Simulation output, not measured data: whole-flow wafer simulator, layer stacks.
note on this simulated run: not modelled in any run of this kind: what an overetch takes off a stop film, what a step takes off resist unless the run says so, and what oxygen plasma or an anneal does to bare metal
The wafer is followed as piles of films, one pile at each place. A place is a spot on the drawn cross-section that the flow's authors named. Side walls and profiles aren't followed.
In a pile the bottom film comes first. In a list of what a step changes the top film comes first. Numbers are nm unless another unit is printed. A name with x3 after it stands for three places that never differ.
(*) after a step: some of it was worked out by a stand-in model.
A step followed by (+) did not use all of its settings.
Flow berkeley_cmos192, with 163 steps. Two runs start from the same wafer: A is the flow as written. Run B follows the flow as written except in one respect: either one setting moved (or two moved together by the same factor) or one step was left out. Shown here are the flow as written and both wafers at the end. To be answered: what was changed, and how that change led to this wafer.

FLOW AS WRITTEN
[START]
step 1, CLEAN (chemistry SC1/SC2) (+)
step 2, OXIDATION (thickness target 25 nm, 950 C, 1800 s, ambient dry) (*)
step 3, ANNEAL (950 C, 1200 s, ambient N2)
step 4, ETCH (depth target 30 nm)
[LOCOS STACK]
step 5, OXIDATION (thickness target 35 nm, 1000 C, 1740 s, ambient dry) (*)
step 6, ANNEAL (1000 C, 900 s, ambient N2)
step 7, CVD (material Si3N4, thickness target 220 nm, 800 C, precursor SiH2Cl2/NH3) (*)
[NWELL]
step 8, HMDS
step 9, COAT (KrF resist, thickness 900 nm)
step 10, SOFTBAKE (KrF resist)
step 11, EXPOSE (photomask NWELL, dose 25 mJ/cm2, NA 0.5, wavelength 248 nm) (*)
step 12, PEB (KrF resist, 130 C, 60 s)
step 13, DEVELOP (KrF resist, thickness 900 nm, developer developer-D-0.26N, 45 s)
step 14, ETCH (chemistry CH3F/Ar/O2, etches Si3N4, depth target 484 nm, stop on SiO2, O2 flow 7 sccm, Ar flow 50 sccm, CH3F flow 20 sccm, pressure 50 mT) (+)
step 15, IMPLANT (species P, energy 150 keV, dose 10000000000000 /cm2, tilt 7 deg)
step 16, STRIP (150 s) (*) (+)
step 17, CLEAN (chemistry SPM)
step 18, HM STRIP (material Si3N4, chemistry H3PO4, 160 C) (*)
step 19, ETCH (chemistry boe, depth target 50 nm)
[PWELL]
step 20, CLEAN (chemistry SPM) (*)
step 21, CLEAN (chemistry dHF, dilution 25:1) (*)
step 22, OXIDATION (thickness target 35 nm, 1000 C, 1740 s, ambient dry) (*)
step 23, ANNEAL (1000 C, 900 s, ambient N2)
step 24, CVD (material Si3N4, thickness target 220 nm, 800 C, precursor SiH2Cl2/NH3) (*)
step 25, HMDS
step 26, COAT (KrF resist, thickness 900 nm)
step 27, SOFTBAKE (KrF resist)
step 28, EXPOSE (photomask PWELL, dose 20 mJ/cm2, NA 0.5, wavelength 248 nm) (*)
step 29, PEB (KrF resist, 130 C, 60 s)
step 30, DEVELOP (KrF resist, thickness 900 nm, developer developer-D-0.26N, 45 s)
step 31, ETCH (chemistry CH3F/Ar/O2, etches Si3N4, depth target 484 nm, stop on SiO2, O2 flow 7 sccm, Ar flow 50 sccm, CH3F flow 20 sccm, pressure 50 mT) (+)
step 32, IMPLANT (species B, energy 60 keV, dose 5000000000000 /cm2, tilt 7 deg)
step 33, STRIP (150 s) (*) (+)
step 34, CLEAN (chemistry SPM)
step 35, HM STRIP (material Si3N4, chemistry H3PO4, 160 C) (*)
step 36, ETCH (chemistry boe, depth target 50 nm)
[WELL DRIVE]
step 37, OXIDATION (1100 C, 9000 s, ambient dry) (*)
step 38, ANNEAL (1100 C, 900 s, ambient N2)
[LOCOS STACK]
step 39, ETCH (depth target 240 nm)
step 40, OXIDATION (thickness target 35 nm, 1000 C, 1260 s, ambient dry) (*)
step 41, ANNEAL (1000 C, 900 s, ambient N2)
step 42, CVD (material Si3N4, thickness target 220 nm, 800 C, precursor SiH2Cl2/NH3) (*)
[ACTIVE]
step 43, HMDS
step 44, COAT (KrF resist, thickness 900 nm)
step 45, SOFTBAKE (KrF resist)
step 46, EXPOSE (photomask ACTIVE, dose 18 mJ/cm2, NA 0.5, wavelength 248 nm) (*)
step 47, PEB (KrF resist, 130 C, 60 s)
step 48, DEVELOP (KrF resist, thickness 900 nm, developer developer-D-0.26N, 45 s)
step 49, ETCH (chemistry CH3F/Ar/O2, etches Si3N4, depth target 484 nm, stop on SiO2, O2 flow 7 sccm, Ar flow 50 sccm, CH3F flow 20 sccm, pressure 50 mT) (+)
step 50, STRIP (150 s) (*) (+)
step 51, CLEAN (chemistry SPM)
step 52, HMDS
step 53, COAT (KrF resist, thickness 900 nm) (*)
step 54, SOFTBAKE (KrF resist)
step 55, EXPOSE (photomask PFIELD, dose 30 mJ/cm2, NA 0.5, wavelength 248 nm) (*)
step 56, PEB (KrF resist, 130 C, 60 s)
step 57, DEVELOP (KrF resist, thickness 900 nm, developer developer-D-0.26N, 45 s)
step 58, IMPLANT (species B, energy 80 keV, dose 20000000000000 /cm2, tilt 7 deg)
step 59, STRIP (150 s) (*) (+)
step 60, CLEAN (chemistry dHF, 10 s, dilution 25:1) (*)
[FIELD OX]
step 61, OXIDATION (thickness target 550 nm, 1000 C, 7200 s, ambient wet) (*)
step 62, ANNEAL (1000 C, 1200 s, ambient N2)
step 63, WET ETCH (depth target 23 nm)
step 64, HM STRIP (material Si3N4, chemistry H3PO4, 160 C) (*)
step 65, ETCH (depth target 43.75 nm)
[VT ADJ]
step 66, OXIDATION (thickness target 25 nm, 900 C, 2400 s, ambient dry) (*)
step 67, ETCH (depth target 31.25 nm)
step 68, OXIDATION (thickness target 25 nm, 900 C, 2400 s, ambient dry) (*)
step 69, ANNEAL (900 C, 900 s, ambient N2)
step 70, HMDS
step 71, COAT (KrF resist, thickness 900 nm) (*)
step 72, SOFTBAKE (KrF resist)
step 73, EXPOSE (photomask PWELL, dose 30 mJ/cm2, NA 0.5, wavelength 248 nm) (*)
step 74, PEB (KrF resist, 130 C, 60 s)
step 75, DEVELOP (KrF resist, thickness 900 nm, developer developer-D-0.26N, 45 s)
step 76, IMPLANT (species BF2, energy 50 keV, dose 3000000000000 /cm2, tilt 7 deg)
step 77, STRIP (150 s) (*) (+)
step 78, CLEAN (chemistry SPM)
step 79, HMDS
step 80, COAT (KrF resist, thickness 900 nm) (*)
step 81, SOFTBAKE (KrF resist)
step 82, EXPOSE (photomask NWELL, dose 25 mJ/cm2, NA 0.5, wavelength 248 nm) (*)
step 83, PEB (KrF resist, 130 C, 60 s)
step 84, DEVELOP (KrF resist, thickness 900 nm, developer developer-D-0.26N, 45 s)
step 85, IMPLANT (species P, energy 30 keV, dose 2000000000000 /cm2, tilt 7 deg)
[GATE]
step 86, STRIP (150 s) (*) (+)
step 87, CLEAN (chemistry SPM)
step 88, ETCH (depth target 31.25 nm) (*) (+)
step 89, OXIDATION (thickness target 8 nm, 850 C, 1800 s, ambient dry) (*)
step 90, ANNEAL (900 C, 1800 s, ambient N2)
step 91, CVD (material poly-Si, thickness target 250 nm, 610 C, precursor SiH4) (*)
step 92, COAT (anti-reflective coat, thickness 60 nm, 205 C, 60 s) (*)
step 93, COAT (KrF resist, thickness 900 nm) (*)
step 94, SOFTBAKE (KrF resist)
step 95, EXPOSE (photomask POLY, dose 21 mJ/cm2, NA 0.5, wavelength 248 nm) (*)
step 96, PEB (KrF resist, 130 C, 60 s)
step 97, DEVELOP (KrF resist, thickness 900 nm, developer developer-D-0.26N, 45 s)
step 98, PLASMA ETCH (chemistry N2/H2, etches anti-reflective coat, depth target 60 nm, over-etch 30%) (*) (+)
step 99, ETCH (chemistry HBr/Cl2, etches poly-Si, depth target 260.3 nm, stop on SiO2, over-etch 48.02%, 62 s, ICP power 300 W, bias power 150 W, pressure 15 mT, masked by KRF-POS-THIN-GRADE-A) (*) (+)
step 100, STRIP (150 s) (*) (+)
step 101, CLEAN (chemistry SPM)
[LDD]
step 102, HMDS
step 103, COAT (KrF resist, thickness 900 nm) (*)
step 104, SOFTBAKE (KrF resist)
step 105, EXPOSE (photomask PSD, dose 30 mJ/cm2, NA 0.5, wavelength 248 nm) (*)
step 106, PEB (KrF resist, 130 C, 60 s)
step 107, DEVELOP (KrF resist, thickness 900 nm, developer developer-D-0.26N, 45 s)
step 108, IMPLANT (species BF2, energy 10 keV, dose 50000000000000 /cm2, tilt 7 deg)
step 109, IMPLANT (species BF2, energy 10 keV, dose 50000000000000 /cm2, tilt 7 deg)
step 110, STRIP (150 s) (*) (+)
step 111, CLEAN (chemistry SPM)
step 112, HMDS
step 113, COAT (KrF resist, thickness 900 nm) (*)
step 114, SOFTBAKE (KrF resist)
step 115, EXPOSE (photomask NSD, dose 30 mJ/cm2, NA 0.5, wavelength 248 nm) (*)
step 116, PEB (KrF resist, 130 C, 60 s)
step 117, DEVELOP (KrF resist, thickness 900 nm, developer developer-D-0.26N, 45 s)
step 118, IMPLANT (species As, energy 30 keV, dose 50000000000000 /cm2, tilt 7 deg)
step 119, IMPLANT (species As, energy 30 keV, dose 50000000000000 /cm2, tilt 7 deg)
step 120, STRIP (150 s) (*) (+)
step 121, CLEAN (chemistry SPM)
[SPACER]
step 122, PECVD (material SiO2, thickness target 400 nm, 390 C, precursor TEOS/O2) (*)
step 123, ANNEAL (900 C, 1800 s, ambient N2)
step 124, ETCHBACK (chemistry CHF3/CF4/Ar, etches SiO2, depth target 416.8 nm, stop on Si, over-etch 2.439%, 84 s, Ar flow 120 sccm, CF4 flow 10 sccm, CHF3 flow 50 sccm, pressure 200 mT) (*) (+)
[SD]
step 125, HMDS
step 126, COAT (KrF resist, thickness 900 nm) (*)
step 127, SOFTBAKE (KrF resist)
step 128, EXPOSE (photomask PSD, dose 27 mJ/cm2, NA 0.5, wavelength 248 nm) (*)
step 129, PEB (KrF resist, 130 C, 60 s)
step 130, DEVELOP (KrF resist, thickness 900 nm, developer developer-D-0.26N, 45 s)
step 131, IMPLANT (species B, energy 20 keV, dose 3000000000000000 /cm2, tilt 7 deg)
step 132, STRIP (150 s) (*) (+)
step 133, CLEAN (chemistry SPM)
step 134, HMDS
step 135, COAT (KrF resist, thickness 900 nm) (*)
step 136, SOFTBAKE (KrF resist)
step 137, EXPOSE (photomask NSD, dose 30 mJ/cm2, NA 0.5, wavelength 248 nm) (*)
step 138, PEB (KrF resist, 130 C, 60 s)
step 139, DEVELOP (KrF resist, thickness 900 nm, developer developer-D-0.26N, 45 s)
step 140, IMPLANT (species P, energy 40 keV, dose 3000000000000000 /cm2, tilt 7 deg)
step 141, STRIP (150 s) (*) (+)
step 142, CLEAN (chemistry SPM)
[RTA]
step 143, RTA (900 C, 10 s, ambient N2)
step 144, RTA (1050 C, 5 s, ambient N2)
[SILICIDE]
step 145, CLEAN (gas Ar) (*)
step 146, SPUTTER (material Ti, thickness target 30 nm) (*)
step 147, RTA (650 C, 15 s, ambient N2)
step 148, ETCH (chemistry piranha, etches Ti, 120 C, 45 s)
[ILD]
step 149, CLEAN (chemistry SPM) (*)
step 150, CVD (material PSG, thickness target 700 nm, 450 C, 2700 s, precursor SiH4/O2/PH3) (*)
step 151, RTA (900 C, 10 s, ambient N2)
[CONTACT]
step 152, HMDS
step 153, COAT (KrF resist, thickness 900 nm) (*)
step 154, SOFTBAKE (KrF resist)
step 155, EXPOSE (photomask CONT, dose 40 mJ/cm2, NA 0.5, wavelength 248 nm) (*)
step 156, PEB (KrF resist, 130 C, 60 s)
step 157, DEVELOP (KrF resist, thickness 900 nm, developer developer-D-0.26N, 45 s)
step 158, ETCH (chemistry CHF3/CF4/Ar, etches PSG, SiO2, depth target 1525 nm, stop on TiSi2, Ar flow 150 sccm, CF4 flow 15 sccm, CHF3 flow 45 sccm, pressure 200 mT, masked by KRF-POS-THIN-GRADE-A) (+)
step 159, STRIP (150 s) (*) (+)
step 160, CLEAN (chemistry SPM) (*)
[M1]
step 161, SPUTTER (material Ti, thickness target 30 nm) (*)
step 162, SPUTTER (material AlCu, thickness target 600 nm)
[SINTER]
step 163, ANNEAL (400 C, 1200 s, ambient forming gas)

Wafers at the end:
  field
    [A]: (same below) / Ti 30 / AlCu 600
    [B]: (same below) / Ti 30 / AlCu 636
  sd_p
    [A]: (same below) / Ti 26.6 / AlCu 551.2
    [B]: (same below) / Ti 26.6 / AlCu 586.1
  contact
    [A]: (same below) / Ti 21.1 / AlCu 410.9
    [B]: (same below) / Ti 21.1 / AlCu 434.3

Cause: step 162, SPUTTER: thickness target 636 nm was run, while the flow as written has thickness target 600 nm.
The wafer itself shows it: field has AlCu 636, and step 162 as written asks for 600 nm.

Step by step, how the change led to this:
  step 162, SPUTTER (material AlCu, thickness target 600 nm)
      field, sd_n, spacer_n, gate, spacer_p, gate_p, m1: A +600 AlCu (new film) | B +636 AlCu (new film)
      sd_p: A +551.2 AlCu (new film) | B +586.1 AlCu (new film)
      (also at 1 further place)
